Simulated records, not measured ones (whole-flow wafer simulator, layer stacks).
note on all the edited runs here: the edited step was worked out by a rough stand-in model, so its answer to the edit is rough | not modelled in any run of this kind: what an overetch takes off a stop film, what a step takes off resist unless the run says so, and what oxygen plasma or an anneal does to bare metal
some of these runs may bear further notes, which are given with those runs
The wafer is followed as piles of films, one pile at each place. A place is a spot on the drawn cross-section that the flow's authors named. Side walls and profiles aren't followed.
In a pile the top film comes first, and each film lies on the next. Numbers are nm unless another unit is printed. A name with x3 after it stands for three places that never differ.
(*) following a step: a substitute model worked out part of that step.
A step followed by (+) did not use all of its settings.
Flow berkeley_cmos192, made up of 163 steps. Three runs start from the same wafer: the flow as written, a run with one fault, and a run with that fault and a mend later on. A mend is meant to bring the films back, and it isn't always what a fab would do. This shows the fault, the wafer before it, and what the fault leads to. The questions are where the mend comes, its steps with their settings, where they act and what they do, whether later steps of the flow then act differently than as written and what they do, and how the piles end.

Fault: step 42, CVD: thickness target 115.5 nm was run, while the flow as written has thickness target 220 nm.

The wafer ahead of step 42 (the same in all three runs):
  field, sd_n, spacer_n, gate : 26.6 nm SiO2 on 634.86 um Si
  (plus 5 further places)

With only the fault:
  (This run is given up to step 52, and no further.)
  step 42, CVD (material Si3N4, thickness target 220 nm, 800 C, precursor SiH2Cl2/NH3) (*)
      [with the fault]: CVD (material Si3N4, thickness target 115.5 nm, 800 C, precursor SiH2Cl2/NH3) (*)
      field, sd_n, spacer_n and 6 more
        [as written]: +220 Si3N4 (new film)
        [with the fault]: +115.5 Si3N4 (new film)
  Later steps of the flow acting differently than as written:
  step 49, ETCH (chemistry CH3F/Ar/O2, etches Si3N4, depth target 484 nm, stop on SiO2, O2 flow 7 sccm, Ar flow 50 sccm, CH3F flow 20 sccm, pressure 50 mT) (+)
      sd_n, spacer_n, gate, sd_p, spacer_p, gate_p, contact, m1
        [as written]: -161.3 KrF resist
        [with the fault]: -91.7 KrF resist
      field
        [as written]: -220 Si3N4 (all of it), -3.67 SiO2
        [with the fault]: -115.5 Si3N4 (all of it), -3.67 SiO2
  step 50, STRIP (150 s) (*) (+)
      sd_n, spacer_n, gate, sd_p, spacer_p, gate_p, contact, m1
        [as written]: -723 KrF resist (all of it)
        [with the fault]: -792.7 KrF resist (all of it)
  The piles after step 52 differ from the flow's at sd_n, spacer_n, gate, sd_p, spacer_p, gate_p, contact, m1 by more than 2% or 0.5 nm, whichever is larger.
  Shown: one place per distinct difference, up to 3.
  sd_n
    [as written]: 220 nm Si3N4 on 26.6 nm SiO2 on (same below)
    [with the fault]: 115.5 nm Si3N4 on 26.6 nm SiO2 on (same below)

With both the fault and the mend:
  After step 42 comes the mend.
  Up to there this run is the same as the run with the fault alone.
  step 42a, CVD (material Si3N4, thickness target 104.5 nm, 800 C, precursor SiH2Cl2/NH3) (*) (a further turn of the flow's step 42, with different settings)
      field, sd_n, spacer_n and 6 more
        +104.5 Si3N4
  None of the later steps of the flow acts differently than as written at any place that is followed.
  At every place that both follow, the piles at the end match the flow's.
